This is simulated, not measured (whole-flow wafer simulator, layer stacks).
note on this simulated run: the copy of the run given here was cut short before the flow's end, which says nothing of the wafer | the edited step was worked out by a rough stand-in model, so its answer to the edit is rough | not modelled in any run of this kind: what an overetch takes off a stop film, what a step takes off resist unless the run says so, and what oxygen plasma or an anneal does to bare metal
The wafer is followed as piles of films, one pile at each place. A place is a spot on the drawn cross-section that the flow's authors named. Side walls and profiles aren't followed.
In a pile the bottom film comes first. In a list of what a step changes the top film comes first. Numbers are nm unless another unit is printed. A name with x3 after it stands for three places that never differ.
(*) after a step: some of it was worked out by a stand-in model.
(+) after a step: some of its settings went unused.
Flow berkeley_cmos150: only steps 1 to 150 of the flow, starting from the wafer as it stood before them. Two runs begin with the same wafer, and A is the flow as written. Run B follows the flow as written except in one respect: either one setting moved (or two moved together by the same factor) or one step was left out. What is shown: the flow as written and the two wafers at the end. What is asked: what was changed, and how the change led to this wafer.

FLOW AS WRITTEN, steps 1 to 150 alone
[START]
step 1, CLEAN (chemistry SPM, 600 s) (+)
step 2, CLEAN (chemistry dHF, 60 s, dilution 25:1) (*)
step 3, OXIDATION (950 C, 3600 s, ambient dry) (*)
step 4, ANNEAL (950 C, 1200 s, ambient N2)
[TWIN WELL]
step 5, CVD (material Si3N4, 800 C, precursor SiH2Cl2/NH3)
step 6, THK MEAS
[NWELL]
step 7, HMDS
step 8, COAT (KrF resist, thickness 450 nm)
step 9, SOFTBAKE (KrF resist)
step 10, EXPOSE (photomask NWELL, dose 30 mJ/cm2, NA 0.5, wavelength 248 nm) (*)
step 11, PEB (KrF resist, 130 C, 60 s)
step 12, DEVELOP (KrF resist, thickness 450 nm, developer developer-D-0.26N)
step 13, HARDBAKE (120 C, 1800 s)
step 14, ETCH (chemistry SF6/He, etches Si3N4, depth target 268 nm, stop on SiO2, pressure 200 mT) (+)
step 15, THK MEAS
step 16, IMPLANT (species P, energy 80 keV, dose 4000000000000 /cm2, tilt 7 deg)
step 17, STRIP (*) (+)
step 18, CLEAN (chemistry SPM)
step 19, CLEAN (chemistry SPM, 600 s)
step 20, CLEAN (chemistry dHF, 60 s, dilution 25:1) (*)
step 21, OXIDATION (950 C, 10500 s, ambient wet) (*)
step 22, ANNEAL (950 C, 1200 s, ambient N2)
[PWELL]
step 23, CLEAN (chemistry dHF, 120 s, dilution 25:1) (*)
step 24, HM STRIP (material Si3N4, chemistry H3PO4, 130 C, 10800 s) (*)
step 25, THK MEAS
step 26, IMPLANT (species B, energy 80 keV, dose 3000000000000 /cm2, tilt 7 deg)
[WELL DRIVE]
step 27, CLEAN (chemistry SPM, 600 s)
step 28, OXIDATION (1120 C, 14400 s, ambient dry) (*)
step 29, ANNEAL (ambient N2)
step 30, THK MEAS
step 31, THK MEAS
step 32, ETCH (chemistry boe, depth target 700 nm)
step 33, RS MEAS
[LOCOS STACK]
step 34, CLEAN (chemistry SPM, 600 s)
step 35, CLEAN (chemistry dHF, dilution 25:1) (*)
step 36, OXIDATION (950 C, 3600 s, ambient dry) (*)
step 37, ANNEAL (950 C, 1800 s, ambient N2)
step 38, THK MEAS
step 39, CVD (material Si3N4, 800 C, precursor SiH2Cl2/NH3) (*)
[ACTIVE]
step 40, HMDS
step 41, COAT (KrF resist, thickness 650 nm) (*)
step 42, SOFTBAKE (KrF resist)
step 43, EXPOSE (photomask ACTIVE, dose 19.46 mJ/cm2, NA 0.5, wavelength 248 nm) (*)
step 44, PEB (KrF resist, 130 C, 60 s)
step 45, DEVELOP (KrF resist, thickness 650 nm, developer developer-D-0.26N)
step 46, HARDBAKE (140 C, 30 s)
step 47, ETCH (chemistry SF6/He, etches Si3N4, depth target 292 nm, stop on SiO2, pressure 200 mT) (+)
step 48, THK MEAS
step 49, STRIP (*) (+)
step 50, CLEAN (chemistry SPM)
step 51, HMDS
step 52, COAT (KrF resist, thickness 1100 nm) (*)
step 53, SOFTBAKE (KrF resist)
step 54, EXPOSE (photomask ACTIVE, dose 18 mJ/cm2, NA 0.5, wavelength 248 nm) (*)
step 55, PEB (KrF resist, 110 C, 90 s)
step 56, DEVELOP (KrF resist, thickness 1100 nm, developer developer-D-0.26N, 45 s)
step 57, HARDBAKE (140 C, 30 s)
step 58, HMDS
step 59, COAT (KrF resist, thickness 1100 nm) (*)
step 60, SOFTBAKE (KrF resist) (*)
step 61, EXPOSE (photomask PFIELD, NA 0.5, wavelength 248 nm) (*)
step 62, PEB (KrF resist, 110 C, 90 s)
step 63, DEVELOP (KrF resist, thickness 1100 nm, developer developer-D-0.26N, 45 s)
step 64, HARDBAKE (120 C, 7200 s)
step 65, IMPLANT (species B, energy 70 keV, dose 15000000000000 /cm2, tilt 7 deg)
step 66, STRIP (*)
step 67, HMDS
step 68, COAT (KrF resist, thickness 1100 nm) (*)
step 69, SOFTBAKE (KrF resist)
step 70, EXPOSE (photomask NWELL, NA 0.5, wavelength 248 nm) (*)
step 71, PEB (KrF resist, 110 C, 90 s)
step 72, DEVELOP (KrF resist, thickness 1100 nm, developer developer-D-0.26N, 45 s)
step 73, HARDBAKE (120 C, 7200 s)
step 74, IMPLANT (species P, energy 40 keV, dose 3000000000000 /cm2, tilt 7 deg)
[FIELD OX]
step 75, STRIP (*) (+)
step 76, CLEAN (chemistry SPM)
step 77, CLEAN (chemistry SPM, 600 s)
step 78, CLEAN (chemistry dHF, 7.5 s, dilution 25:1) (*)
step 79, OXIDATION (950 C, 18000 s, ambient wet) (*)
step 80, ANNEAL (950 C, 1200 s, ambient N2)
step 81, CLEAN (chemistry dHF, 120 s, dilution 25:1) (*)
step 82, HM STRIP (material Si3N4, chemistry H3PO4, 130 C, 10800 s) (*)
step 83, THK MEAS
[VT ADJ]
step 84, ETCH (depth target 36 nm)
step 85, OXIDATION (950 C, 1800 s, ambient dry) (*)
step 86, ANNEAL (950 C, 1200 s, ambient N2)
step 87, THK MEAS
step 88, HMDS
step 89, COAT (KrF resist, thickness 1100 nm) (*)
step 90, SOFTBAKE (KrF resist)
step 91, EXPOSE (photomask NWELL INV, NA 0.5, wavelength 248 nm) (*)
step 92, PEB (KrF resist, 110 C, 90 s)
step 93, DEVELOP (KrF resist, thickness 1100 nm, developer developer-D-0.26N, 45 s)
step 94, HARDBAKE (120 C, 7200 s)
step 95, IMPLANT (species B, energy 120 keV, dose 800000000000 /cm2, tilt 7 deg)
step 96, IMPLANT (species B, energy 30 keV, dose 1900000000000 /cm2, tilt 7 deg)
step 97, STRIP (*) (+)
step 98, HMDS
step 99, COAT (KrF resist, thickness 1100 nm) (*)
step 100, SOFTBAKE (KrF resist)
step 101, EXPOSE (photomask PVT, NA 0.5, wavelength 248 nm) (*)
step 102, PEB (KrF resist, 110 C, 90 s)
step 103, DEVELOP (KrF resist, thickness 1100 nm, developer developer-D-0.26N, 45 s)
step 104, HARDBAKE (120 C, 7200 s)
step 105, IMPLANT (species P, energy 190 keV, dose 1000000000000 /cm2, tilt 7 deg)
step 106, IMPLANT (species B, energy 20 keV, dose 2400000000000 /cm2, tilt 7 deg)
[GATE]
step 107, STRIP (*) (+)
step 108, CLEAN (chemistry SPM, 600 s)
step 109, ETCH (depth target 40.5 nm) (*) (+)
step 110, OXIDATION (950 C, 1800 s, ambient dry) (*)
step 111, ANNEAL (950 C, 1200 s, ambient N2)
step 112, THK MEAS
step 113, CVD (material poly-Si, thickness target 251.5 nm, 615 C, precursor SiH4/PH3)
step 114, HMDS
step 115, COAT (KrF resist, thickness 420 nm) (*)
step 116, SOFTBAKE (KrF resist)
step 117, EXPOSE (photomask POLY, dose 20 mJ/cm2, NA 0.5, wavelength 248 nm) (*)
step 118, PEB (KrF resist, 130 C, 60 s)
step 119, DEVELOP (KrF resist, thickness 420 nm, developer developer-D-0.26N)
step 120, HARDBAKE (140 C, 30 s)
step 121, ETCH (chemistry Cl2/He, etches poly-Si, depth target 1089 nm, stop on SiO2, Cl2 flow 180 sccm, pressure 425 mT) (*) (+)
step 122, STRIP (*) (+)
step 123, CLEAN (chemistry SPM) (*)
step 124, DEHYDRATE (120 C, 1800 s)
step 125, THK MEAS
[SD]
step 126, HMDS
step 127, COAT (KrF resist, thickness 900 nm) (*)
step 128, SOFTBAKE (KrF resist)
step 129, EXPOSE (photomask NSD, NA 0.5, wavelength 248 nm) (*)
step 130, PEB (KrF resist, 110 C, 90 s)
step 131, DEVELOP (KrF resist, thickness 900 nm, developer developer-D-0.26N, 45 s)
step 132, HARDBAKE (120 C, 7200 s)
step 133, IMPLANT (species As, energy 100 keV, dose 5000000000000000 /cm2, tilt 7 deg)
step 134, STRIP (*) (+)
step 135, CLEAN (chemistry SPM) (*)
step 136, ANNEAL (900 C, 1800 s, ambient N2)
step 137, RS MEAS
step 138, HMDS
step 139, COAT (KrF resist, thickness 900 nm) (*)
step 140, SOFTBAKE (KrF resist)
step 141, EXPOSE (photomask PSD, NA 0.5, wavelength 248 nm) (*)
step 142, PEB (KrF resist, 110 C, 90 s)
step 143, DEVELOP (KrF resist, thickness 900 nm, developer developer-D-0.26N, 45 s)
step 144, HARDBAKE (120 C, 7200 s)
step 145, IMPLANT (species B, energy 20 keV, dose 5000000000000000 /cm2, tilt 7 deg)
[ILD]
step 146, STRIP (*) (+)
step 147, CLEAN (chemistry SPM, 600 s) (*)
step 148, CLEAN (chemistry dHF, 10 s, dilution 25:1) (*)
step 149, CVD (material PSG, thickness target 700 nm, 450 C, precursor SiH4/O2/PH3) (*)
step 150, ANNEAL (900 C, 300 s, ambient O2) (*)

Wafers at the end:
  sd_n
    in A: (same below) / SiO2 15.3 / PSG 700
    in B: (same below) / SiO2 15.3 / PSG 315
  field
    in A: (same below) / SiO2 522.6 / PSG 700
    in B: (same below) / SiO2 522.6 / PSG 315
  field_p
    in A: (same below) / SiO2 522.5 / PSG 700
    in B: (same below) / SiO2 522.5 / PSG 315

Cause: step 149, CVD: thickness target 315 nm was run, while the flow as written has thickness target 700 nm.
One can read it off the wafer: sd_n has PSG 315, and step 149 as written asks for 700 nm.

How this came from the change, step by step:
  step 149, CVD (material PSG, thickness target 700 nm, 450 C, precursor SiH4/O2/PH3) (*)
      field, field_p, sd_n, gate_n, gate_p, contact, m1: A PSG gains 700 (new film) | B PSG gains 315 (new film)
      sd_p: A PSG gains 639.5 (new film) | B PSG gains 292.7 (new film)
